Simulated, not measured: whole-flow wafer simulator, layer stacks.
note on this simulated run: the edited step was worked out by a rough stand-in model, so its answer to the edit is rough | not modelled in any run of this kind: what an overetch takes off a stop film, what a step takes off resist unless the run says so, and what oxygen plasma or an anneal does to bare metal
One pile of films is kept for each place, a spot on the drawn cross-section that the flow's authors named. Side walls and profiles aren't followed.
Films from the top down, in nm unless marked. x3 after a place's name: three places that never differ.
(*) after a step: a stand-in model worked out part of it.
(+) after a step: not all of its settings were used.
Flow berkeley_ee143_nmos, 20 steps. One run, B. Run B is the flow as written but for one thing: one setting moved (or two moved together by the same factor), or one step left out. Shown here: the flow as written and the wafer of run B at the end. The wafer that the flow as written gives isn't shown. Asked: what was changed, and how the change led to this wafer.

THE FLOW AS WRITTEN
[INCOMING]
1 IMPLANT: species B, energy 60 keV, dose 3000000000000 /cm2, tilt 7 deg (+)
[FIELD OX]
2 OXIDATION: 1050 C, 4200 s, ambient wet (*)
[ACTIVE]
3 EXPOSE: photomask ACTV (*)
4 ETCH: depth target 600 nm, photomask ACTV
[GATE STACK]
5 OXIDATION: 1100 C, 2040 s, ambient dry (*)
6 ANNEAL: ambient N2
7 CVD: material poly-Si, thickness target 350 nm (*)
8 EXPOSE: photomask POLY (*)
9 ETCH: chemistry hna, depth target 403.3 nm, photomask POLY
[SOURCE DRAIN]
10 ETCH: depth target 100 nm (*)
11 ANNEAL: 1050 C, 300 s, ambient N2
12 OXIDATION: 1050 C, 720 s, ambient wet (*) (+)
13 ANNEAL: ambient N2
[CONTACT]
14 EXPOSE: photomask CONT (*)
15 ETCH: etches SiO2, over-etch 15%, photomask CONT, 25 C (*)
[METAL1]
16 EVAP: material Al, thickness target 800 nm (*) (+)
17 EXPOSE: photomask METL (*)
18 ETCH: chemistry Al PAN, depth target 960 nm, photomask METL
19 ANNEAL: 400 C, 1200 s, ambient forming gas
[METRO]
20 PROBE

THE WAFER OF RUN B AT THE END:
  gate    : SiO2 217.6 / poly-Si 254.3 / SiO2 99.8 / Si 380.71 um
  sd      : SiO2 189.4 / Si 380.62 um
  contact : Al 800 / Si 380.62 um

The cause: step 5, OXIDATION: 2958 s was run, where the flow has 2040 s.

How the change led to this, step by step:
  5 OXIDATION: 1100 C, 2040 s, ambient dry (*)
      gate, sd, contact: SiO2 +99.8 (new film), Si -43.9 (as written it would be: SiO2 +79.7 (new film), Si -35.1)
      field: SiO2 +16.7, Si -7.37 (as written it would be: SiO2 +11.6, Si -5.1)
  10 ETCH: depth target 100 nm (*)
      sd, contact: SiO2 -99.8 (all of it) (as written it would be: SiO2 -79.7 (all of it))
